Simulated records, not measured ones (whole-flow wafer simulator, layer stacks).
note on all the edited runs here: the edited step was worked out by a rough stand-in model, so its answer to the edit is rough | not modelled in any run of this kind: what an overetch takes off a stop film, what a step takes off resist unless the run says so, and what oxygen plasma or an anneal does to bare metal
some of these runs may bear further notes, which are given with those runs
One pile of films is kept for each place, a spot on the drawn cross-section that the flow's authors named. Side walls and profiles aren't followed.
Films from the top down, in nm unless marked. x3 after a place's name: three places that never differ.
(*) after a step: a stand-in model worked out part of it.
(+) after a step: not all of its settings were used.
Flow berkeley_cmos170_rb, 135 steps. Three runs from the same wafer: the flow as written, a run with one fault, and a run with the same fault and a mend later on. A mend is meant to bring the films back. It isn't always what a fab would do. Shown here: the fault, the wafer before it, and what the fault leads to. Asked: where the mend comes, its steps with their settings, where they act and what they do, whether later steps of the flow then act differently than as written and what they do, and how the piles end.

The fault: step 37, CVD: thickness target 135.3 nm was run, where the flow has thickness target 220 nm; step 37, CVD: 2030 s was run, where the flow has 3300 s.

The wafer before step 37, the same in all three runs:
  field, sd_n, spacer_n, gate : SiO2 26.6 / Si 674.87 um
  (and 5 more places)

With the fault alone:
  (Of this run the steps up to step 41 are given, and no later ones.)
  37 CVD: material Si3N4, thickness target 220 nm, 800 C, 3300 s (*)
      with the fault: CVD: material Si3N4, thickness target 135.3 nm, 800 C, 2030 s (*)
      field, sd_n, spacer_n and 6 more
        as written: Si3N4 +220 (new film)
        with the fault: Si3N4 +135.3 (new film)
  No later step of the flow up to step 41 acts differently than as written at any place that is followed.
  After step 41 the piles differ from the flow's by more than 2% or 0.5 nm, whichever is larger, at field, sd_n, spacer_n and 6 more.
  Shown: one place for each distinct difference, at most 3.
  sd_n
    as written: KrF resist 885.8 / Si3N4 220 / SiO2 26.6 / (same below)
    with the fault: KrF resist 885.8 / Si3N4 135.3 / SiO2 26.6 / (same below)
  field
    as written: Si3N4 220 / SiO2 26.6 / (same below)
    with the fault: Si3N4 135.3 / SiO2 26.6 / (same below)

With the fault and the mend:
  The mend comes after step 41.
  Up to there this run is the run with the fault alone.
  41a STRIP (*) (+)
      sd_n, spacer_n, gate, sd_p, spacer_p, gate_p, contact, m1
        KrF resist -885.8 (all of it)
  41b CLEAN (*)
      changes no film at any place that is followed
  41c CVD: material Si3N4, thickness target 84.7 nm, 800 C, 1270 s (*) (the flow's step 37 once more, with other settings)
      field, sd_n, spacer_n and 6 more
        Si3N4 +84.7
  41d COAT: KrF resist, thickness 900 nm (the flow's step 38 once more)
      field, sd_n, spacer_n and 6 more
        KrF resist +900 (new film)
  41e EXPOSE: photomask ACTIVE (the flow's step 39 once more)
      changes no film at any place that is followed
  41f PEB: 130 C, 60 s (*) (the flow's step 40 once more)
      changes no film at any place that is followed
  41g DEVELOP: developer developer-D-0.26N, 45 s (the flow's step 41 once more)
      sd_n, spacer_n, gate, sd_p, spacer_p, gate_p, contact, m1
        KrF resist -14.2
      field
        KrF resist -900 (all of it)
  No later step of the flow acts differently than as written at any place that is followed.
  At the end the piles are the same as the flow's at every place that both follow.
